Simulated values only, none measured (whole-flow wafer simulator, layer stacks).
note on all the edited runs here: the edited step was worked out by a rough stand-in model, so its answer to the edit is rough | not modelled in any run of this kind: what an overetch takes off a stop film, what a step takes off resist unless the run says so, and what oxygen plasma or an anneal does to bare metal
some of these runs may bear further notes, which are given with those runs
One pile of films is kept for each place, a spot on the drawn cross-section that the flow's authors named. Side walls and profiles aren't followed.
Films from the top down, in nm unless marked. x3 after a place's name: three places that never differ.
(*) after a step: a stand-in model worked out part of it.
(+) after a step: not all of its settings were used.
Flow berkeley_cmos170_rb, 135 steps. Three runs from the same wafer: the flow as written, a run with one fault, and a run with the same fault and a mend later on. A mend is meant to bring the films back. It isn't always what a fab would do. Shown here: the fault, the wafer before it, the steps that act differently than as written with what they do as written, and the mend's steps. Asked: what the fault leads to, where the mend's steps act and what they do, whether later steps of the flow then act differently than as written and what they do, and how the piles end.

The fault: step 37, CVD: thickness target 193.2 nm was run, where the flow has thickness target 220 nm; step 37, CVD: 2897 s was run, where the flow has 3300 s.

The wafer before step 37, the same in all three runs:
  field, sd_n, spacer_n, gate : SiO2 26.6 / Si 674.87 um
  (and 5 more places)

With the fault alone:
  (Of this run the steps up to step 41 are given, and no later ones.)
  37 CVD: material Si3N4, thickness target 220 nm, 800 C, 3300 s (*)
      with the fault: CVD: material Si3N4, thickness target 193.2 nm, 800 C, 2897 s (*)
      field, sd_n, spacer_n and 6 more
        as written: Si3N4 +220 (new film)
        with the fault: Si3N4 +193.2 (new film)
  No later step of the flow up to step 41 acts differently than as written at any place that is followed.
  After step 41 the piles differ from the flow's by more than 2% or 0.5 nm, whichever is larger, at field, sd_n, spacer_n and 6 more.
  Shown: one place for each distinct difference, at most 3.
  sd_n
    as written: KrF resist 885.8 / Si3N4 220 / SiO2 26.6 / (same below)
    with the fault: KrF resist 885.8 / Si3N4 193.2 / SiO2 26.6 / (same below)
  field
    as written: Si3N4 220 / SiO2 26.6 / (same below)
    with the fault: Si3N4 193.2 / SiO2 26.6 / (same below)

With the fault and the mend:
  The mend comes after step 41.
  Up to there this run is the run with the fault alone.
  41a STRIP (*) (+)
      sd_n, spacer_n, gate, sd_p, spacer_p, gate_p, contact, m1
        KrF resist -885.8 (all of it)
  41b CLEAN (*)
      changes no film at any place that is followed
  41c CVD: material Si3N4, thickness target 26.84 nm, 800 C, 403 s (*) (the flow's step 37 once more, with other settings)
      field, sd_n, spacer_n and 6 more
        Si3N4 +26.8
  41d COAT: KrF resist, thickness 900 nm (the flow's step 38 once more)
      field, sd_n, spacer_n and 6 more
        KrF resist +900 (new film)
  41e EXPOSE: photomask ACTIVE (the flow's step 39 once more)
      changes no film at any place that is followed
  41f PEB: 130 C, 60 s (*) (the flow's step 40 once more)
      changes no film at any place that is followed
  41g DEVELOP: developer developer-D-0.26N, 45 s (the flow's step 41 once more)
      sd_n, spacer_n, gate, sd_p, spacer_p, gate_p, contact, m1
        KrF resist -14.2
      field
        KrF resist -900 (all of it)
  No later step of the flow acts differently than as written, at any place that is followed, by more than 2% or 0.5 nm, whichever is larger.
  At the end the piles are the same as the flow's at every place that both follow.
